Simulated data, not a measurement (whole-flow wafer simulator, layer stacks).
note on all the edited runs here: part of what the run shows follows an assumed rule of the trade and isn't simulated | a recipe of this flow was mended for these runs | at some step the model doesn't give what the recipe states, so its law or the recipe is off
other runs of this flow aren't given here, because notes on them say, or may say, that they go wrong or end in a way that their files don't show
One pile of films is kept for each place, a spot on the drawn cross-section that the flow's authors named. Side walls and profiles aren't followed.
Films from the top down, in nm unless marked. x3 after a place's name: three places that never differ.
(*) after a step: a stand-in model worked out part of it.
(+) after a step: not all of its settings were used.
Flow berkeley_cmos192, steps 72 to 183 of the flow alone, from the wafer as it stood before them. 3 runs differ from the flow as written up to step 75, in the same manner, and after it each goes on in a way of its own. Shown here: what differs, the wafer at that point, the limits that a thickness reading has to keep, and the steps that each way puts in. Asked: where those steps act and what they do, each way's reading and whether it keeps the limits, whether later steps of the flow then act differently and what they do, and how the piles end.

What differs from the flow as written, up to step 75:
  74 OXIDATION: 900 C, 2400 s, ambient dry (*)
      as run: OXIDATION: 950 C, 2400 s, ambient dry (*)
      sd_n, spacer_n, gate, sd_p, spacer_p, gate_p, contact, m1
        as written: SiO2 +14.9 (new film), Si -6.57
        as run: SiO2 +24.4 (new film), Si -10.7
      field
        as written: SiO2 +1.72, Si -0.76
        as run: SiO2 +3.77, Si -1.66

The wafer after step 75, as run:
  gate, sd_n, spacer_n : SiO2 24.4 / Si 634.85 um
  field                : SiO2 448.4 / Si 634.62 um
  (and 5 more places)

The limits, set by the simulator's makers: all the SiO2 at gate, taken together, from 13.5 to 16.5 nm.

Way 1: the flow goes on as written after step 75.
  The reading after step 75: 24.4 nm, outside the limits.
  Later steps of the flow that act differently than as written (47 more steps differ only slightly, by at most 2% or 0.5 nm, whichever is larger, and aren't shown):
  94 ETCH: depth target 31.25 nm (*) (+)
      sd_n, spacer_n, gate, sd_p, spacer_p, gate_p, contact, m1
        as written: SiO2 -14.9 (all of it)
        this way: SiO2 -24.4 (all of it)
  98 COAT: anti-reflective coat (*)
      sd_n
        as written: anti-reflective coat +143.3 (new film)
        this way: anti-reflective coat +146.8 (new film)
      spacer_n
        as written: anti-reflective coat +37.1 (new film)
        this way: anti-reflective coat +35.8 (new film)
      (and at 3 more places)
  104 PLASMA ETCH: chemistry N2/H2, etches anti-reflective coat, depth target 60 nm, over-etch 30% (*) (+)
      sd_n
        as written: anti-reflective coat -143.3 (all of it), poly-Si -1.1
        this way: anti-reflective coat -146.8 (all of it), poly-Si -1.13
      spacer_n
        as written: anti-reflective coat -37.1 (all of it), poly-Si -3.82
        this way: anti-reflective coat -35.8 (all of it), poly-Si -3.98
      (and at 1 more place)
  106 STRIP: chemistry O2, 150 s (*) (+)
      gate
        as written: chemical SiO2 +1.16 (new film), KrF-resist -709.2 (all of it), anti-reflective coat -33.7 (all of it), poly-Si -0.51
        this way: chemical SiO2 +1.16 (new film), KrF-resist -713.6 (all of it), anti-reflective coat -32.2 (all of it), poly-Si -0.51
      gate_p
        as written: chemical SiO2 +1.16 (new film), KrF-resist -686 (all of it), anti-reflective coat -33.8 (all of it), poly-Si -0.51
        this way: chemical SiO2 +1.16 (new film), KrF-resist -689.1 (all of it), anti-reflective coat -32.6 (all of it), poly-Si -0.51
  At the end the piles differ from the flow's only slightly at the places that both follow, by at most 2% or 0.5 nm, whichever is larger.

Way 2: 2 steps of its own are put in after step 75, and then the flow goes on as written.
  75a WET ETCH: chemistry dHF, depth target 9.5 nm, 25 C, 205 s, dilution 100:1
      field, sd_n, spacer_n and 6 more
        SiO2 -9.5
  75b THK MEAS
      changes no film at any place that is followed
  The reading after step 75b: 14.9 nm, within the limits.
  Later steps of the flow that act differently than as written (48 more steps differ only slightly, by at most 2% or 0.5 nm, whichever is larger, and aren't shown):
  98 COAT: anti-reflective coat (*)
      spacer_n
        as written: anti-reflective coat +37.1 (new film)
        this way: anti-reflective coat +38.4 (new film)
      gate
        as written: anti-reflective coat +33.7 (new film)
        this way: anti-reflective coat +34.9 (new film)
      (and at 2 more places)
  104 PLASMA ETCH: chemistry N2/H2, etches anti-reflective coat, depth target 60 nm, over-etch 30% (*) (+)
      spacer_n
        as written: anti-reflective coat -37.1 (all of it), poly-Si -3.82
        this way: anti-reflective coat -38.4 (all of it), poly-Si -3.71
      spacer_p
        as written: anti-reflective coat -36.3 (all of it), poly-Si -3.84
        this way: anti-reflective coat -37.3 (all of it), poly-Si -3.74
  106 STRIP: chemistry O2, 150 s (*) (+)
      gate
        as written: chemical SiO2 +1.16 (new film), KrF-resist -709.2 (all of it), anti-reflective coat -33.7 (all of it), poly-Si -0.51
        this way: chemical SiO2 +1.16 (new film), KrF-resist -705.8 (all of it), anti-reflective coat -34.9 (all of it), poly-Si -0.51
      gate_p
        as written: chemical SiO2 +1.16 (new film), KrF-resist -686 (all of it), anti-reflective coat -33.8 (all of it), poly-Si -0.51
        this way: chemical SiO2 +1.16 (new film), KrF-resist -683.6 (all of it), anti-reflective coat -34.7 (all of it), poly-Si -0.51
  At the end the piles differ from the flow's only slightly at the places that both follow, by at most 2% or 0.5 nm, whichever is larger.

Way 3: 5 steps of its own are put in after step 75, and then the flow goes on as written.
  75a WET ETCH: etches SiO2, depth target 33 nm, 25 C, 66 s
      sd_n, spacer_n, gate, sd_p, spacer_p, gate_p, contact, m1
        SiO2 -24.4 (all of it)
      field
        SiO2 -33
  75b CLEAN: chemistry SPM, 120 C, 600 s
      sd_n, spacer_n, gate, sd_p, spacer_p, gate_p, contact, m1
        chemical SiO2 +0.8 (new film), Si -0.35
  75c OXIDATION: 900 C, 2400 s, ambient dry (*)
      sd_n, spacer_n, gate, sd_p, spacer_p, gate_p, contact, m1
        SiO2 +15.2 (new film), chemical SiO2 -0.8 (all of it), Si -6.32
      field
        SiO2 +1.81, Si -0.8
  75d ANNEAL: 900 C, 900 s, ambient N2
      changes no film at any place that is followed
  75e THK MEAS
      changes no film at any place that is followed
  The reading after step 75e: 15.2 nm, within the limits.
  Later steps of the flow that act differently than as written (42 more steps differ only slightly, by at most 2% or 0.5 nm, whichever is larger, and aren't shown):
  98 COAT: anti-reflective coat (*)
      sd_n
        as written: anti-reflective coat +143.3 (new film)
        this way: anti-reflective coat +129.7 (new film)
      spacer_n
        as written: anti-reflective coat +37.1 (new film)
        this way: anti-reflective coat +42.2 (new film)
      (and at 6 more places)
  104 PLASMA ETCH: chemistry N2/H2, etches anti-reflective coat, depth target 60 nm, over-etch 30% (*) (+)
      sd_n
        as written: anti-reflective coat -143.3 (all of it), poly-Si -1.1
        this way: anti-reflective coat -129.7 (all of it), poly-Si -1
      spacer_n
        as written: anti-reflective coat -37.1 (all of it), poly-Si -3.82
        this way: anti-reflective coat -42.2 (all of it), poly-Si -3.24
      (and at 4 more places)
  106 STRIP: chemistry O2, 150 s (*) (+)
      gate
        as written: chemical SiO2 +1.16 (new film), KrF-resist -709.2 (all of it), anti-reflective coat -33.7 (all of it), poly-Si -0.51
        this way: chemical SiO2 +1.16 (new film), KrF-resist -692.2 (all of it), anti-reflective coat -39.3 (all of it), poly-Si -0.51
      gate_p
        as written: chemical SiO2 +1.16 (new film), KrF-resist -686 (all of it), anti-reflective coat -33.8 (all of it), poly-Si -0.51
        this way: chemical SiO2 +1.16 (new film), KrF-resist -674.4 (all of it), anti-reflective coat -38.1 (all of it), poly-Si -0.51
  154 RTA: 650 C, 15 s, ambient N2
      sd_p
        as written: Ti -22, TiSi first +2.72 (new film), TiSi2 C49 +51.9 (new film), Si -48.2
        this way: Ti -22.3, TiSi first +3.47 (new film), TiSi2 C49 +51.6 (new film), Si -48.3
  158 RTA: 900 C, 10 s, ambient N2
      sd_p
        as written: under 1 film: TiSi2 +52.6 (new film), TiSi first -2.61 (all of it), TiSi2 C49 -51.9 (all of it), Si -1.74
        this way: under 1 film: TiSi2 +53.3 (new film), TiSi first -3.37 (all of it), TiSi2 C49 -51.6 (all of it), Si -2.24
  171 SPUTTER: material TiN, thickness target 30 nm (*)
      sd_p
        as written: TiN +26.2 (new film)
        this way: TiN +26.8 (new film)
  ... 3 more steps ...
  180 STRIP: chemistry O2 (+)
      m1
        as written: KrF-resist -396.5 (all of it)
        this way: KrF-resist -386.3 (all of it)
  At the end the piles differ from the flow's by more than 2% or 0.5 nm, whichever is larger, at field.
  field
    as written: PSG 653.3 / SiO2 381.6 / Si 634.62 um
    this way: PSG 653.3 / SiO2 352.5 / Si 634.62 um

Within the limits: way 2, way 3. Outside them: way 1.
